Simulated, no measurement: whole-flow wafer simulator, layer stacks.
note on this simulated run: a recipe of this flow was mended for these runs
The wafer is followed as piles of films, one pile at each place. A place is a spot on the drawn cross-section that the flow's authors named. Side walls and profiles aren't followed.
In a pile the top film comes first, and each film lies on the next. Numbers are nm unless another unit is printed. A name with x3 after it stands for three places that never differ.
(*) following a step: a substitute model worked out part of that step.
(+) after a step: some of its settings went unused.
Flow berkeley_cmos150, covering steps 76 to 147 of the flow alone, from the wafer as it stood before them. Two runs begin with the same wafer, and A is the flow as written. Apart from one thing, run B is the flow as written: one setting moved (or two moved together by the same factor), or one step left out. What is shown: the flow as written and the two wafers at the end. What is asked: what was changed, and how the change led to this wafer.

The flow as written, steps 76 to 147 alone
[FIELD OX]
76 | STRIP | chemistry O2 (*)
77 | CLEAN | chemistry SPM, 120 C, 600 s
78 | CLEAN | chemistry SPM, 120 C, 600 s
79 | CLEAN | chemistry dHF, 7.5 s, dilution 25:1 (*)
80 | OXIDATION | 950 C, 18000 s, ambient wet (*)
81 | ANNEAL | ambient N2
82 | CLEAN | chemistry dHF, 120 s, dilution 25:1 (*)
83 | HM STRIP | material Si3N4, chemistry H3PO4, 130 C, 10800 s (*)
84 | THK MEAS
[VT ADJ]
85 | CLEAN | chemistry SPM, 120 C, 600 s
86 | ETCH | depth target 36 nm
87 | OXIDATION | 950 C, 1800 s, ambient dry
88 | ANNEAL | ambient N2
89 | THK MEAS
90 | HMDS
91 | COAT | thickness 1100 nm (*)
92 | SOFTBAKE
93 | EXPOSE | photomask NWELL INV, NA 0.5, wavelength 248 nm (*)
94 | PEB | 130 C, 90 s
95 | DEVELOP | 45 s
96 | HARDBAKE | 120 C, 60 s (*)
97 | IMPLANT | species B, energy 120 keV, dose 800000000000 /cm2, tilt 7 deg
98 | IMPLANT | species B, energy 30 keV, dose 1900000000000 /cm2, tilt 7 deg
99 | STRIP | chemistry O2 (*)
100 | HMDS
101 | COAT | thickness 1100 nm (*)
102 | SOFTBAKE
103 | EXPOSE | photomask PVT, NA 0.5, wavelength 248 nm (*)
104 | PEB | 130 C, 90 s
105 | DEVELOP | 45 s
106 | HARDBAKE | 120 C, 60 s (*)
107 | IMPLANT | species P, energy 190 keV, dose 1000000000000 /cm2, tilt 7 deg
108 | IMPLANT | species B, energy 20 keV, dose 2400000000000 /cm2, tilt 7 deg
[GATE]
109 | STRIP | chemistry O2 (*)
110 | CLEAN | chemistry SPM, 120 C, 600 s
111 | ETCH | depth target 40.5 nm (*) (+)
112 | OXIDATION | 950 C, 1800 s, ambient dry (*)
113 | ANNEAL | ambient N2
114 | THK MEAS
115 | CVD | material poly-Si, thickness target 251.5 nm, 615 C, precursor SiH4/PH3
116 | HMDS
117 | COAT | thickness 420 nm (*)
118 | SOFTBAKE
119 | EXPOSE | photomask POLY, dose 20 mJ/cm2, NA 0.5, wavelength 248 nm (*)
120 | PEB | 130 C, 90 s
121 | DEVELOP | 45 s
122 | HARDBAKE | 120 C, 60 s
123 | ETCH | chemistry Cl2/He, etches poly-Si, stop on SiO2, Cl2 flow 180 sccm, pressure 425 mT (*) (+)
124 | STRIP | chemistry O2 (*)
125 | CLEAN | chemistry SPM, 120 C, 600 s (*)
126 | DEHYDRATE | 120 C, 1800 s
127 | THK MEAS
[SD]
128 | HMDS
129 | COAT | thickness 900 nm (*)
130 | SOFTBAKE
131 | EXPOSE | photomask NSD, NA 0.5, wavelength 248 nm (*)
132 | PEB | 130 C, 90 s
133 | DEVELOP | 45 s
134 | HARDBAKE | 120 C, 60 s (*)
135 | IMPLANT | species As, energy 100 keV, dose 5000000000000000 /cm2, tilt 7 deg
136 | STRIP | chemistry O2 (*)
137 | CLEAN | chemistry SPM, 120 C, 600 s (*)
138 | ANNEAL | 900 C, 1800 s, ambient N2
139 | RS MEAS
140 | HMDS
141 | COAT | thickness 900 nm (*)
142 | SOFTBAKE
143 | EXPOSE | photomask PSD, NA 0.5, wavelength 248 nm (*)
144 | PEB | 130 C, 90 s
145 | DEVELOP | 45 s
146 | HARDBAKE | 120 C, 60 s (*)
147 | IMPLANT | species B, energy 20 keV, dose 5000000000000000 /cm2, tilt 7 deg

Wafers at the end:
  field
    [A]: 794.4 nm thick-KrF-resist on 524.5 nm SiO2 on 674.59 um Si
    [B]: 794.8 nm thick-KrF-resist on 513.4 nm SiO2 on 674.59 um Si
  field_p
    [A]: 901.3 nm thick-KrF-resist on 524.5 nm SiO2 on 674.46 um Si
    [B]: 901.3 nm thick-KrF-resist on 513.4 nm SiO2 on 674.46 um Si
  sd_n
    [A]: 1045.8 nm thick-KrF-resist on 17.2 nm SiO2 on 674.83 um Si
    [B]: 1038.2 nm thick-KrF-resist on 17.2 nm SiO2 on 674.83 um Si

The reason: step 83, HM STRIP: 150 C was run, whereas the flow has 130 C.

The path from the change to this, step by step:
  83 | HM STRIP | material Si3N4, chemistry H3PO4, 130 C, 10800 s (*)
      sd_n, gate_n, contact, m1: A -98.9 Si3N4 (all of it), -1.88 SiO2 | B -98.9 Si3N4 (all of it), -11.8 SiO2
      field, field_p: A -2.72 SiO2 | B -13.9 SiO2
      (and at 2 other places as well)
  86 | ETCH | depth target 36 nm
      gate_n, sd_p, gate_p, contact, m1: A -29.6 SiO2 (all of it) | B -19.6 SiO2 (all of it)
  87 | OXIDATION | 950 C, 1800 s, ambient dry
      sd_n: A +12.1 SiO2, -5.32 Si | B +14.2 SiO2, -6.25 Si
  111 | ETCH | depth target 40.5 nm (*) (+)
      sd_n: A -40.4 SiO2 (all of it) | B -32.5 SiO2 (all of it)
